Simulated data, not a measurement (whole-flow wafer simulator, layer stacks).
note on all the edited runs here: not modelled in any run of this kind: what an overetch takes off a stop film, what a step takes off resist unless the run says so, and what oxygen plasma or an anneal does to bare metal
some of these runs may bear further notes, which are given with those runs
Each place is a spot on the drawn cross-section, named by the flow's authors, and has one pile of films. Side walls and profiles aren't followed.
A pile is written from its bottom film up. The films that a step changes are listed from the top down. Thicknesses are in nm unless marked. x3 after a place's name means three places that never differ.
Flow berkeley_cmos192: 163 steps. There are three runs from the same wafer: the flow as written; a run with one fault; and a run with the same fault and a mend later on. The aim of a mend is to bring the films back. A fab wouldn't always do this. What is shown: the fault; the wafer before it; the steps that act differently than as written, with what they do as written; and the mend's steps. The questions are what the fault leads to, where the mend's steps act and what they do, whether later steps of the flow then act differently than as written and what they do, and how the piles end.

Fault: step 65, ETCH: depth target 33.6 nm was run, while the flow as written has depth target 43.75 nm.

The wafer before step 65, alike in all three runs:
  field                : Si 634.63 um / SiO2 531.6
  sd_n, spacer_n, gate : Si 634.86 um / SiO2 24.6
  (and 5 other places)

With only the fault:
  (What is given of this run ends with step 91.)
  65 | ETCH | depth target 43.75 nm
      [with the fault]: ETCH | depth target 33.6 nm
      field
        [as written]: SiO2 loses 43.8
        [with the fault]: SiO2 loses 33.6
  None of the later steps of the flow up to step 91 differs from how it acts as written, at any place that is followed, by more than 2% or 0.5 nm, whichever is larger.
  The piles after step 91 differ from the flow's at field by more than 2% or 0.5 nm, whichever is larger.
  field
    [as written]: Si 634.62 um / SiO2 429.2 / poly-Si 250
    [with the fault]: Si 634.62 um / SiO2 439.3 / poly-Si 250

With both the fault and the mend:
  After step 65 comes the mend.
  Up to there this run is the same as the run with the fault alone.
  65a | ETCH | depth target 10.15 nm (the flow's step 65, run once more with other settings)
      field
        SiO2 loses 10.2
  None of the later steps of the flow differs from how it acts as written, at any place that is followed, by more than 2% or 0.5 nm, whichever is larger.
  By the end, the piles equal the flow's at every place that both follow.
